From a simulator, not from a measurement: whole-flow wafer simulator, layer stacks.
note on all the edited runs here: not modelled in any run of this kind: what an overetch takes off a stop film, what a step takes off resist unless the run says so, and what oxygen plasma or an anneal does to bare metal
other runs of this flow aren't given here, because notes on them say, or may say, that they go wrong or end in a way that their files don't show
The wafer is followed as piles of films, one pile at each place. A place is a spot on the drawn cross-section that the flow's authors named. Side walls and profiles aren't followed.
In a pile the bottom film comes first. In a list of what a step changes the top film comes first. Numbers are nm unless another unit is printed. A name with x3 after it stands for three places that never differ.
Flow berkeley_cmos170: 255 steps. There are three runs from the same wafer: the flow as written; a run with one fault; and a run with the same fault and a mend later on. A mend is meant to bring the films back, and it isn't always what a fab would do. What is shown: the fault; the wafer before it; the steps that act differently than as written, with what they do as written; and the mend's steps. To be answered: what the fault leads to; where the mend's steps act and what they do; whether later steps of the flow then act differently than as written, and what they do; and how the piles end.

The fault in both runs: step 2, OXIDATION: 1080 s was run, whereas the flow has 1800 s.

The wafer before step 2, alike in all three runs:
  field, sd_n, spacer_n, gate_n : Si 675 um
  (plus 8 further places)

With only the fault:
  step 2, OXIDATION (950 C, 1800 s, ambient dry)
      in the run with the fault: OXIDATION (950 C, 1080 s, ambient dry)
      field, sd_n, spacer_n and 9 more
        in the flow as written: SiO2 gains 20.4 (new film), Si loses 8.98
        in the run with the fault: SiO2 gains 14.9 (new film), Si loses 6.58
  Steps later in the flow that act otherwise than as written:
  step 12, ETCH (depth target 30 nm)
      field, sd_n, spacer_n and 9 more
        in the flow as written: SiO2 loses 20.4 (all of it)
        in the run with the fault: SiO2 loses 14.9 (all of it)
  At the end the piles are close to the flow's at the places that both follow, differing by at most 2% or 0.5 nm, whichever is larger.

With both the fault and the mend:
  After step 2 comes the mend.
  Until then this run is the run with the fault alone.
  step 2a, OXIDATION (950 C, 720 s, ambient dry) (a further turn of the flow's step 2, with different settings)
      field, sd_n, spacer_n and 9 more
        SiO2 gains 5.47, Si loses 2.41
  Later steps of the flow that are run all act as written at every place that is followed.
  By the end, the piles equal the flow's at every place that both follow.
